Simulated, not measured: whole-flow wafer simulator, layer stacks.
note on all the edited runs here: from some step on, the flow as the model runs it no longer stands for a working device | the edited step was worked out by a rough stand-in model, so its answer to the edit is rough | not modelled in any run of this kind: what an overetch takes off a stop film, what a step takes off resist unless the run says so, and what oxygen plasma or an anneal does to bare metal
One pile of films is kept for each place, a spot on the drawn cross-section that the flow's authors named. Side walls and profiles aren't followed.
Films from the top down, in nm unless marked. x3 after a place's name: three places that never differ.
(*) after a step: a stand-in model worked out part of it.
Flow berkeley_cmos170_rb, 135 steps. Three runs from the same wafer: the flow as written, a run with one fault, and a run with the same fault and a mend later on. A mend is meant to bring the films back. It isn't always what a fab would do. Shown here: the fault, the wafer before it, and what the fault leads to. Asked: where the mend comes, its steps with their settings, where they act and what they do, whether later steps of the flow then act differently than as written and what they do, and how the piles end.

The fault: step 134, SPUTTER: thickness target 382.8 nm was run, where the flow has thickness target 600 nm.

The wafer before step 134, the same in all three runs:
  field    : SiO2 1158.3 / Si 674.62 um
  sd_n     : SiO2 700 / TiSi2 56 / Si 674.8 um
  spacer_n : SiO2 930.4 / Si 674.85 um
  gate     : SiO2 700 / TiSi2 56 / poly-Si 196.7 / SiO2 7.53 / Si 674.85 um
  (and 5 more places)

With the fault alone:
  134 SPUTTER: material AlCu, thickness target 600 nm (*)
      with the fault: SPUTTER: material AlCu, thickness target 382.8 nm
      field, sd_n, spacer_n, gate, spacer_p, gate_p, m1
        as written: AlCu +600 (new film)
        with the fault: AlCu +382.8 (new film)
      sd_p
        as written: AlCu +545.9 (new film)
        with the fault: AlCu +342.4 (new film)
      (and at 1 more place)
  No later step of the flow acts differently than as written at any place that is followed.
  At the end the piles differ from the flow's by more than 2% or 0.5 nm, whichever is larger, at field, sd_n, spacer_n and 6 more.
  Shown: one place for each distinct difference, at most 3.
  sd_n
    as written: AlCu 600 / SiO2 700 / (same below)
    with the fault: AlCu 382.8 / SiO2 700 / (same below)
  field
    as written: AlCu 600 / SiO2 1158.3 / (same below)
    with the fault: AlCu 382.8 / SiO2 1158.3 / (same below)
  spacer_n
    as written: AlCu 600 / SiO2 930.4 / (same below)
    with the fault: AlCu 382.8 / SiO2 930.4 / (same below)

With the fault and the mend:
  The mend comes after step 134.
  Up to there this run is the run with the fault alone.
  134a ETCH: chemistry al pan, depth target 439.9 nm
      field, sd_n, spacer_n, gate, spacer_p, gate_p, m1
        AlCu -382.8 (all of it)
      sd_p
        AlCu -342.4 (all of it)
      contact
        AlCu -269.1 (all of it)
  134b SPUTTER: material AlCu, thickness target 600 nm (*) (the flow's step 134 once more)
      field, sd_n, spacer_n, gate, spacer_p, gate_p, m1
        AlCu +600 (new film)
      sd_p
        AlCu +545.9 (new film)
      contact
        AlCu +415.1 (new film)
  No later step of the flow acts differently than as written at any place that is followed.
  At the end the piles are the same as the flow's at every place that both follow.
